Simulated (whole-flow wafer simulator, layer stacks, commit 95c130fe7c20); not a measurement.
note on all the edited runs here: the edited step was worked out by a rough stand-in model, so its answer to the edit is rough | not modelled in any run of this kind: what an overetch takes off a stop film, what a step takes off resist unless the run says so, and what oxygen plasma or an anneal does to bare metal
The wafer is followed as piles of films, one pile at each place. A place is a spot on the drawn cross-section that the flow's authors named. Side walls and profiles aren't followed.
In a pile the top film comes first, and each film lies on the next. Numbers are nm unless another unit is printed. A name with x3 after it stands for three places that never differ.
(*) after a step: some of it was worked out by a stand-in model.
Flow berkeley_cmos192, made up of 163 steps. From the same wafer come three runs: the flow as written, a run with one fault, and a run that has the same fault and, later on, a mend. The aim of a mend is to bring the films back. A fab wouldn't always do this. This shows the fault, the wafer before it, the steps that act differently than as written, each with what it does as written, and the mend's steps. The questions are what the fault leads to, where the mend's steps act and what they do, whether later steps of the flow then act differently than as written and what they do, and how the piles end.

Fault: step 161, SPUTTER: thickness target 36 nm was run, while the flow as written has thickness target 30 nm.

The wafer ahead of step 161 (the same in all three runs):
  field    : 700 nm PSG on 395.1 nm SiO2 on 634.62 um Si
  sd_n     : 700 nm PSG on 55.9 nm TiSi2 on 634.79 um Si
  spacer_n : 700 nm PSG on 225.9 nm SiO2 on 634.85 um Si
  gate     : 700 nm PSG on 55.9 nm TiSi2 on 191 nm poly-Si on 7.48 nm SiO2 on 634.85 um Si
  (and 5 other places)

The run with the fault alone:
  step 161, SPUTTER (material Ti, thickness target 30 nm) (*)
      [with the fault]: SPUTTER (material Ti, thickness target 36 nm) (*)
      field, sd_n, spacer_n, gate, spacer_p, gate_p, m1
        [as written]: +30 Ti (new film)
        [with the fault]: +36 Ti (new film)
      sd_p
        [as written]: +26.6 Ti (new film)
        [with the fault]: +32 Ti (new film)
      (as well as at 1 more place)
  None of the later steps of the flow differs from how it acts as written, at any place that is followed, by more than 2% or 0.5 nm, whichever is larger.
  At field, sd_n, spacer_n and 6 more, the piles at the end differ from the flow's by more than 2% or 0.5 nm, whichever is larger.
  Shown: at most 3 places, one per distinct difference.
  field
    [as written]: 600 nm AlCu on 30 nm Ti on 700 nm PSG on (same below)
    [with the fault]: 600 nm AlCu on 36 nm Ti on 700 nm PSG on (same below)
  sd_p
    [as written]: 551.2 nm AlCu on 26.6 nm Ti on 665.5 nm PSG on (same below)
    [with the fault]: 550.9 nm AlCu on 32 nm Ti on 665.5 nm PSG on (same below)
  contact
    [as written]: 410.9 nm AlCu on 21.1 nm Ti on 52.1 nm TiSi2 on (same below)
    [with the fault]: 409.9 nm AlCu on 25.3 nm Ti on 52.1 nm TiSi2 on (same below)

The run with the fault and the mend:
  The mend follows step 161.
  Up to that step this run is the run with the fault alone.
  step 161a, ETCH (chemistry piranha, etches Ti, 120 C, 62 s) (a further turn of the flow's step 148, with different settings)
      field, sd_n, spacer_n, gate, spacer_p, gate_p, m1
        -36 Ti (all of it)
      sd_p
        -32 Ti (all of it)
      contact
        -25.3 Ti (all of it), -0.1 TiSi2
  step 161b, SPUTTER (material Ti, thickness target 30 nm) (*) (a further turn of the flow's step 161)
      field, sd_n, spacer_n, gate, spacer_p, gate_p, m1
        +30 Ti (new film)
      sd_p
        +26.6 Ti (new film)
      contact
        +21.1 Ti (new film)
  None of the later steps of the flow acts differently than as written at any place that is followed.
  The piles end only slightly different from the flow's at the places that both follow, by no more than 2% or 0.5 nm, whichever is larger.
